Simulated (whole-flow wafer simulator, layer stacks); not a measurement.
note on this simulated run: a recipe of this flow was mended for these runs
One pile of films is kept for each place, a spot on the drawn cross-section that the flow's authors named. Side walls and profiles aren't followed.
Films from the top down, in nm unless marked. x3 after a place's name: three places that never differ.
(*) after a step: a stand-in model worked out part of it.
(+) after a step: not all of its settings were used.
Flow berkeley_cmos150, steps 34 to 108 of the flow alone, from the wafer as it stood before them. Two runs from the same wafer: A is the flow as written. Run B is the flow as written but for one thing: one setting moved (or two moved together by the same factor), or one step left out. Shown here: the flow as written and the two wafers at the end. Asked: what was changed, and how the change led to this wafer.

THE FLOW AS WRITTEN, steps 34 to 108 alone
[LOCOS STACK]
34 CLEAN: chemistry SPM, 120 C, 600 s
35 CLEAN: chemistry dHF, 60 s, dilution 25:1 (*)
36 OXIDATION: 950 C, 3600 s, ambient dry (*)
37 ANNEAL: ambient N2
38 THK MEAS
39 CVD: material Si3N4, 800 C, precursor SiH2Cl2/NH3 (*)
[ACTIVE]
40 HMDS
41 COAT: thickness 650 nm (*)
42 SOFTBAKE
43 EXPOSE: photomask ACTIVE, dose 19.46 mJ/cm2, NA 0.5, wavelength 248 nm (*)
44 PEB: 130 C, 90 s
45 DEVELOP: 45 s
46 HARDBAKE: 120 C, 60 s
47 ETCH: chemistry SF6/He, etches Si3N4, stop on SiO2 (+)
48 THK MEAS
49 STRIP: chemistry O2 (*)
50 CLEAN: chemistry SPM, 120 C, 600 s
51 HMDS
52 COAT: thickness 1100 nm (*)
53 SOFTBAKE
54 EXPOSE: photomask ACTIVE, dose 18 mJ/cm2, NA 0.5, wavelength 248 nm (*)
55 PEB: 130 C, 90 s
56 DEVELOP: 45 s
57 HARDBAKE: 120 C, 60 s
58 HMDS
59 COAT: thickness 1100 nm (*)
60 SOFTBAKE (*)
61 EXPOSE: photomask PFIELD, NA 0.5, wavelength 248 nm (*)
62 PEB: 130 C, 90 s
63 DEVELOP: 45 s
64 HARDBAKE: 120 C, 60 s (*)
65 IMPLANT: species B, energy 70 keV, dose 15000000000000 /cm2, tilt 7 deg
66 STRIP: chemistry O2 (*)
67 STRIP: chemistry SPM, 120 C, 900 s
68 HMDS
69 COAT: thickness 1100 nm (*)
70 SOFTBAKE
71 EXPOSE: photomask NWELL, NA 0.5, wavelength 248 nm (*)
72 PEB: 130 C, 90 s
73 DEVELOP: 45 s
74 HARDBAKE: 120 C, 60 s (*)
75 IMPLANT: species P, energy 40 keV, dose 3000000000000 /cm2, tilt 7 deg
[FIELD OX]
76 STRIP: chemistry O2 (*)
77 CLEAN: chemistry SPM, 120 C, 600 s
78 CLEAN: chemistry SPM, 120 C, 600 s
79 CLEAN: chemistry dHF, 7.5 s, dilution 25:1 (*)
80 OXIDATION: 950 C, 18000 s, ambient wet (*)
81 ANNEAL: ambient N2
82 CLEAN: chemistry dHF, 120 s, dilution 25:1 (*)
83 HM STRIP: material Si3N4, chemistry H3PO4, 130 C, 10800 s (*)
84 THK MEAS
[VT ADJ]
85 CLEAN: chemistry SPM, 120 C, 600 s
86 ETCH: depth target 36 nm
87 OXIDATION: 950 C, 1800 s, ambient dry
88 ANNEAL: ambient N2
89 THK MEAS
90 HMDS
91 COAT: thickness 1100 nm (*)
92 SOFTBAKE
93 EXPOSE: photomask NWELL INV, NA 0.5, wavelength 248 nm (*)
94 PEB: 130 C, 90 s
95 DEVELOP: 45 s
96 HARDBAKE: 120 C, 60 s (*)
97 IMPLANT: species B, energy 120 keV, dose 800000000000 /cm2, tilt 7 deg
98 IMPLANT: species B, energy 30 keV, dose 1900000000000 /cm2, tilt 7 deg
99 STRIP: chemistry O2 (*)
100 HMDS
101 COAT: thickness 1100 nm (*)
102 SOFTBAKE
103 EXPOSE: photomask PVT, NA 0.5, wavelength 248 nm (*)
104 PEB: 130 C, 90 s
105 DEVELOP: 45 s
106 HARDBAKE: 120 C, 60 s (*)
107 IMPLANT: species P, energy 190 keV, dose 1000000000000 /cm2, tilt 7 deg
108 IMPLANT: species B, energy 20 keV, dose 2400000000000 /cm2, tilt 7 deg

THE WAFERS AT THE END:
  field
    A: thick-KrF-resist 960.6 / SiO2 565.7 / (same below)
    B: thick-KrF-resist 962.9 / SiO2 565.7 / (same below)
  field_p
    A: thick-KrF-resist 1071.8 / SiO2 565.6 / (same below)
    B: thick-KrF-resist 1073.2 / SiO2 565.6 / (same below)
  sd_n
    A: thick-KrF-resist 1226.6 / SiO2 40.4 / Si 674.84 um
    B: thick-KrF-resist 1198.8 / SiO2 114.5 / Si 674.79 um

The cause: step 39, CVD: 440 C was run, where the flow has 800 C.

How the change led to this, step by step:
  39 CVD: material Si3N4, 800 C, precursor SiH2Cl2/NH3 (*)
      field, field_p, sd_n, gate_n, sd_p, gate_p, contact, m1: A Si3N4 +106 (new film) | B Si3N4 +0.01 (new film)
  47 ETCH: chemistry SF6/He, etches Si3N4, stop on SiO2 (+)
      sd_n, gate_n, sd_p, gate_p, contact, m1: A KrF-resist -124 | B KrF-resist -8.7
      field, field_p: A Si3N4 -106 (all of it), SiO2 -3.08 | B Si3N4 -0.01 (all of it), SiO2 -3.08
  49 STRIP: chemistry O2 (*)
      sd_n: A KrF-resist -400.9 (all of it) | B KrF-resist -516.1 (all of it)
      gate_n: A KrF-resist -409.3 (all of it) | B KrF-resist -524.5 (all of it)
      (and at 4 more places)
  52 COAT: thickness 1100 nm (*)
      field_p: A thick-KrF-resist +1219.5 (new film) | B thick-KrF-resist +1183.9 (new film)
      sd_n: A thick-KrF-resist +1019.1 (new film) | B thick-KrF-resist +1080.1 (new film)
      (and at 5 more places)
  56 DEVELOP: 45 s
      field_p: A thick-KrF-resist -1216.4 (all of it) | B thick-KrF-resist -1180.9 (all of it)
  57 HARDBAKE: 120 C, 60 s
      sd_n: A thick-KrF-resist -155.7 | B thick-KrF-resist -165
      gate_n: A thick-KrF-resist -158.8 | B thick-KrF-resist -166.3
      (and at 4 more places)
  59 COAT: thickness 1100 nm (*)
      sd_n: A thick-KrF-resist +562 | B thick-KrF-resist +586.9
      gate_n: A thick-KrF-resist +669.9 | B thick-KrF-resist +696.8
      (and at 4 more places)
  66 STRIP: chemistry O2 (*)
      sd_n: A thick-KrF-resist -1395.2 (all of it) | B thick-KrF-resist -1471.5 (all of it)
      gate_n: A thick-KrF-resist -1520.2 (all of it) | B thick-KrF-resist -1588.4 (all of it)
      (and at 4 more places)
  69 COAT: thickness 1100 nm (*)
      field_p: A thick-KrF-resist +1219.5 (new film) | B thick-KrF-resist +1183.9 (new film)
      sd_n: A thick-KrF-resist +1019.1 (new film) | B thick-KrF-resist +1080.1 (new film)
      (and at 5 more places)
  73 DEVELOP: 45 s
      field_p: A thick-KrF-resist -1216.4 (all of it) | B thick-KrF-resist -1180.9 (all of it)
      sd_p: A thick-KrF-resist -1108.9 (all of it) | B thick-KrF-resist -1163.4 (all of it)
      (and at 1 more place)
  76 STRIP: chemistry O2 (*)
      sd_n: A thick-KrF-resist -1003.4 (all of it) | B thick-KrF-resist -1064.2 (all of it)
      gate_n: A thick-KrF-resist -1023.9 (all of it) | B thick-KrF-resist -1072.8 (all of it)
      (and at 2 more places)
  79 CLEAN: chemistry dHF, 7.5 s, dilution 25:1 (*)
      sd_p, gate_p: A Si3N4 -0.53 | B nothing
  80 OXIDATION: 950 C, 18000 s, ambient wet (*)
      gate_n, sd_p, gate_p, contact, m1: A SiO2 +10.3 (new film), Si3N4 -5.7 | B Si3N4 -0.01 (all of it)
      sd_n: A SiO2 +10.3 (new film), Si3N4 -5.7, SiO2 +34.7, Si -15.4 | B Si3N4 -0.01 (all of it), SiO2 +138, Si -60.7
  82 CLEAN: chemistry dHF, 120 s, dilution 25:1 (*)
      sd_n, gate_n, sd_p, gate_p, contact, m1: A SiO2 -10.3 (all of it), Si3N4 -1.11 | B SiO2 -23
  83 HM STRIP: material Si3N4, chemistry H3PO4, 130 C, 10800 s (*)
      sd_n, gate_n, contact, m1: A Si3N4 -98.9 (all of it), SiO2 -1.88 | B SiO2 -2.72
      sd_p, gate_p: A Si3N4 -98.7 (all of it), SiO2 -1.88 | B SiO2 -2.72
  86 ETCH: depth target 36 nm
      gate_n, sd_p, gate_p, contact, m1: A SiO2 -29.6 (all of it) | B SiO2 -5.8 (all of it)
  ... 3 more steps ...
  101 COAT: thickness 1100 nm (*)
      sd_n: A thick-KrF-resist +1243 (new film) | B thick-KrF-resist +1215.1 (new film)
